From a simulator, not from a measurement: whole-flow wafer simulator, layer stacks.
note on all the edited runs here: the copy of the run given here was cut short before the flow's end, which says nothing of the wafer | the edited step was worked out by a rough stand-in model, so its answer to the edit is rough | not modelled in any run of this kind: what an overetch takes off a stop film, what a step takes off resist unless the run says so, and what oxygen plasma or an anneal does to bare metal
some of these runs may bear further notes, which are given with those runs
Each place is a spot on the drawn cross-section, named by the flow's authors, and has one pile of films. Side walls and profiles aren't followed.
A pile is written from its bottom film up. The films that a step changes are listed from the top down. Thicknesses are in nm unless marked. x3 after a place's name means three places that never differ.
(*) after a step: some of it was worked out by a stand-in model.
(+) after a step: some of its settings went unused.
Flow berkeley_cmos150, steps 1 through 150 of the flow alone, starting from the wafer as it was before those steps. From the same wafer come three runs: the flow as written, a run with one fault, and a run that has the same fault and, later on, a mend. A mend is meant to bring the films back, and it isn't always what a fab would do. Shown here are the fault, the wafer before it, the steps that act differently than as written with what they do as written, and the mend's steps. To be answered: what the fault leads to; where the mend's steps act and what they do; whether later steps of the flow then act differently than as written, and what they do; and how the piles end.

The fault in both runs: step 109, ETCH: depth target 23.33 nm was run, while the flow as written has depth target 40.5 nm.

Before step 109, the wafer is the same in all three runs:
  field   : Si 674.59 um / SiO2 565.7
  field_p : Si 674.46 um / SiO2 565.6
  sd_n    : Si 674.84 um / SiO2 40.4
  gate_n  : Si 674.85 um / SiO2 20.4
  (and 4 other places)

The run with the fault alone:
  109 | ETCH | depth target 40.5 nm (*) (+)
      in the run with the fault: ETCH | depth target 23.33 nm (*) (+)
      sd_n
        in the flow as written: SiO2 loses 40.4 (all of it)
        in the run with the fault: SiO2 loses 23.3
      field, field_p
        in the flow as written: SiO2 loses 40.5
        in the run with the fault: SiO2 loses 23.3
  Later steps of the flow acting differently than as written (15 other steps are not shown; they differ only slightly, by no more than 2% or 0.5 nm, whichever is larger):
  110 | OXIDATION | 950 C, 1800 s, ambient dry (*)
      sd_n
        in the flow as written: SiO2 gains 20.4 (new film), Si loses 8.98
        in the run with the fault: SiO2 gains 13.3, Si loses 5.87
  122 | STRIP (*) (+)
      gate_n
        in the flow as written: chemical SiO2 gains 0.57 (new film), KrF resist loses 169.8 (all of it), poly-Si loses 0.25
        in the run with the fault: chemical SiO2 gains 0.57 (new film), KrF resist loses 176.5 (all of it), poly-Si loses 0.25
  By the end, the piles at field, field_p, sd_n depart from the flow's by more than 2% or 0.5 nm, whichever is larger.
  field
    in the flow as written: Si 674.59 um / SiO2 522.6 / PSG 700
    in the run with the fault: Si 674.59 um / SiO2 539.7 / PSG 700
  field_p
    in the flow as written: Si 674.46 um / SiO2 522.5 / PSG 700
    in the run with the fault: Si 674.46 um / SiO2 539.6 / PSG 700
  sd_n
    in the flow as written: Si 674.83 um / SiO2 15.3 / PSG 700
    in the run with the fault: Si 674.83 um / SiO2 25.4 / PSG 700

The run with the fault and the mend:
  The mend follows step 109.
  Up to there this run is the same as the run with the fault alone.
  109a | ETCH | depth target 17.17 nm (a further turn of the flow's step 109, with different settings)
      field, field_p
        SiO2 loses 17.2
      sd_n
        SiO2 loses 17.1 (all of it)
  None of the later steps of the flow differs from how it acts as written, at any place that is followed, by more than 2% or 0.5 nm, whichever is larger.
  The piles end the same as the flow's at every place that both follow.
